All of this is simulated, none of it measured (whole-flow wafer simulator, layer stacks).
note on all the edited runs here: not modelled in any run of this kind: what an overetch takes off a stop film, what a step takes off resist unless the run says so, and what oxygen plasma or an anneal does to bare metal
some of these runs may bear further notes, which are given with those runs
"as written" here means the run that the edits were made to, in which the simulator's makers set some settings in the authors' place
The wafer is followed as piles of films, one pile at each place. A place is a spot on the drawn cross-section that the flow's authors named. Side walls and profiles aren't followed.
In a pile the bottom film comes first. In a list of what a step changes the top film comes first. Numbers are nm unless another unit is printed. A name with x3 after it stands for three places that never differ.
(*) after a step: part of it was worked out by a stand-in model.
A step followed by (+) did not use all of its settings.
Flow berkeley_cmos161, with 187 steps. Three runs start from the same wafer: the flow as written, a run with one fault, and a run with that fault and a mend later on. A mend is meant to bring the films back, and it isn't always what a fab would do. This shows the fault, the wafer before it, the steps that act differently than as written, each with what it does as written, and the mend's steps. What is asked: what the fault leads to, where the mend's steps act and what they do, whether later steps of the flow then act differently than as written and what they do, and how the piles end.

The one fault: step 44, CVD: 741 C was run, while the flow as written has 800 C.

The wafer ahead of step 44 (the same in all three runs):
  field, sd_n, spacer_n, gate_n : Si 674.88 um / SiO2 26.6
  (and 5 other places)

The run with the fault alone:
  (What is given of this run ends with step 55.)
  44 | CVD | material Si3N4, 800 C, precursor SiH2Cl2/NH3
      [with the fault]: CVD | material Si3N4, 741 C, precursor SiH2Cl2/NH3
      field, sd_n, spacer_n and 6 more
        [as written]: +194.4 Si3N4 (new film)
        [with the fault]: +85.7 Si3N4 (new film)
  Steps further on in the flow that do not act as written:
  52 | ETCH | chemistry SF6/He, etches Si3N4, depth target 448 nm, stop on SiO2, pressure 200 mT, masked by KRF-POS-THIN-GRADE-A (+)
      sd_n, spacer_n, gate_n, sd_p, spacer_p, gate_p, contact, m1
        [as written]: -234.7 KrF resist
        [with the fault]: -116.6 KrF resist
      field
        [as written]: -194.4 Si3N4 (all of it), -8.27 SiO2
        [with the fault]: -85.7 Si3N4 (all of it), -8.27 SiO2
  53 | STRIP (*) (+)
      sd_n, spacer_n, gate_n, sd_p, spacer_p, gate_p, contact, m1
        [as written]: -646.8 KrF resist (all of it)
        [with the fault]: -764.9 KrF resist (all of it)
  After step 55, at sd_n, spacer_n, gate_n, sd_p, spacer_p, gate_p, contact, m1, the piles differ from the flow's by more than 2% or 0.5 nm, whichever is larger.
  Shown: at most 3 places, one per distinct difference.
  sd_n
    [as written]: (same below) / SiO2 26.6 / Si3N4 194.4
    [with the fault]: (same below) / SiO2 26.6 / Si3N4 85.7

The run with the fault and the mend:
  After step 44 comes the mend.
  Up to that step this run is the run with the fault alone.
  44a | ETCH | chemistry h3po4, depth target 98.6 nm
      field, sd_n, spacer_n and 6 more
        -85.7 Si3N4 (all of it)
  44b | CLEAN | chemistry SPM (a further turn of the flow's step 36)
      does not change any film at any place that is followed
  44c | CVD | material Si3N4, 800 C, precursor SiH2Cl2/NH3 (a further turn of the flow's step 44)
      field, sd_n, spacer_n and 6 more
        +194.4 Si3N4 (new film)
  None of the later steps of the flow acts differently than as written at any place that is followed.
  At every place that both follow, the piles at the end match the flow's.
